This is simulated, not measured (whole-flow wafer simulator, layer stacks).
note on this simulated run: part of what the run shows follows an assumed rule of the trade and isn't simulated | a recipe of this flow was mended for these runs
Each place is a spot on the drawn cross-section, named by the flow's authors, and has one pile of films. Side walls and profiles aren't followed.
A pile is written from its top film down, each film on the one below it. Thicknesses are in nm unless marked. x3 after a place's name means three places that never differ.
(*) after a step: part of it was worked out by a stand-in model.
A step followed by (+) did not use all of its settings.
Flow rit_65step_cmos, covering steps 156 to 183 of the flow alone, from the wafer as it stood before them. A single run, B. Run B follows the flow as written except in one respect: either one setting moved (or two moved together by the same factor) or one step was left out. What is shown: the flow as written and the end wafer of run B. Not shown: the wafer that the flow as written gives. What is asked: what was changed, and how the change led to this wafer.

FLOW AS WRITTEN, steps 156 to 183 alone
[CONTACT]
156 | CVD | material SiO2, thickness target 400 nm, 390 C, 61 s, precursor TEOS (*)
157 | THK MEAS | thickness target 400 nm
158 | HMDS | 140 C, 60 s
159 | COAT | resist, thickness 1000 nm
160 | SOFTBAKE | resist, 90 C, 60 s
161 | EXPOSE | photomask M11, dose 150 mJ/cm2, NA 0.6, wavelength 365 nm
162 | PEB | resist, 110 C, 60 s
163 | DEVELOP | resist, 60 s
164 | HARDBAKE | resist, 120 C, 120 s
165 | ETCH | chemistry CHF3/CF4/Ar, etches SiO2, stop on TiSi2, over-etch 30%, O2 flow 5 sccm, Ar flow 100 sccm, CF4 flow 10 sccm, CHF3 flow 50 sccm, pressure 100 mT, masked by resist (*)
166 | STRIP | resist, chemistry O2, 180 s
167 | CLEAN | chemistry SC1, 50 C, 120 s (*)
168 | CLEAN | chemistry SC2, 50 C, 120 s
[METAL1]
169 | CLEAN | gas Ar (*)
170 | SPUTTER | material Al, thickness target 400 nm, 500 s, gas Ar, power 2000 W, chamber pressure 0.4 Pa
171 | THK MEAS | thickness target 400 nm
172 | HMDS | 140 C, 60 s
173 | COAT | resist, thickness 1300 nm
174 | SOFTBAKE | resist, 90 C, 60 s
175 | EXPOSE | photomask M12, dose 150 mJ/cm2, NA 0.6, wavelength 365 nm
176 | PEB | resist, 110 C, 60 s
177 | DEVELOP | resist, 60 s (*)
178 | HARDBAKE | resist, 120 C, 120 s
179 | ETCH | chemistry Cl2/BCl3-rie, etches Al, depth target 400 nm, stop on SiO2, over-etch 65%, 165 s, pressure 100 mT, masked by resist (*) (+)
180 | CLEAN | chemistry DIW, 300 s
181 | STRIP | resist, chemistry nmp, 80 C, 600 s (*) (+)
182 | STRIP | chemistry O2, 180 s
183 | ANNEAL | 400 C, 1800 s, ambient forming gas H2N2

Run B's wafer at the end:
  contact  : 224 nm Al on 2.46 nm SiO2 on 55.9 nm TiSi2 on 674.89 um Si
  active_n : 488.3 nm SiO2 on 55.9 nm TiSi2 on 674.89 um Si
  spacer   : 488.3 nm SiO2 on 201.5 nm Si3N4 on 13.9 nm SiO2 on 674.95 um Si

The reason: step 156, CVD: thickness target 528 nm was run, while the flow as written has thickness target 400 nm; step 156, CVD: 80 s was run, where the flow has 61 s.

How this came from the change, step by step:
  156 | CVD | material SiO2, thickness target 400 nm, 390 C, 61 s, precursor TEOS (*)
      active_n, active_p, gate_n and 7 more: +528 SiO2 (new film) (as written it would have been: +400 SiO2 (new film))
      field, field_pw, field_nw, field_p: +528 SiO2 (as written it would have been: +400 SiO2)
  165 | ETCH | chemistry CHF3/CF4/Ar, etches SiO2, stop on TiSi2, over-etch 30%, O2 flow 5 sccm, Ar flow 100 sccm, CF4 flow 10 sccm, CHF3 flow 50 sccm, pressure 100 mT, masked by resist (*)
      contact: -520 SiO2 (as written it would have been: -400 SiO2 (all of it), -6 TiSi2)
  169 | CLEAN | gas Ar (*)
      contact: -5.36 SiO2 (as written it would have been: -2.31 TiSi2)
  170 | SPUTTER | material Al, thickness target 400 nm, 500 s, gas Ar, power 2000 W, chamber pressure 0.4 Pa
      contact: +224 Al (new film) (as written it would have been: +255.4 Al (new film))
  173 | COAT | resist, thickness 1300 nm
      contact: +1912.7 resist (new film) (as written it would have been: +1785.1 resist (new film))
  176 | PEB | resist, 110 C, 60 s
      contact: -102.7 resist (as written it would have been: -95.5 resist)
  178 | HARDBAKE | resist, 120 C, 120 s
      contact: -67.2 resist (as written it would have been: -62.1 resist)
  181 | STRIP | resist, chemistry nmp, 80 C, 600 s (*) (+)
      contact: -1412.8 resist (all of it) (as written it would have been: -1297.5 resist (all of it))
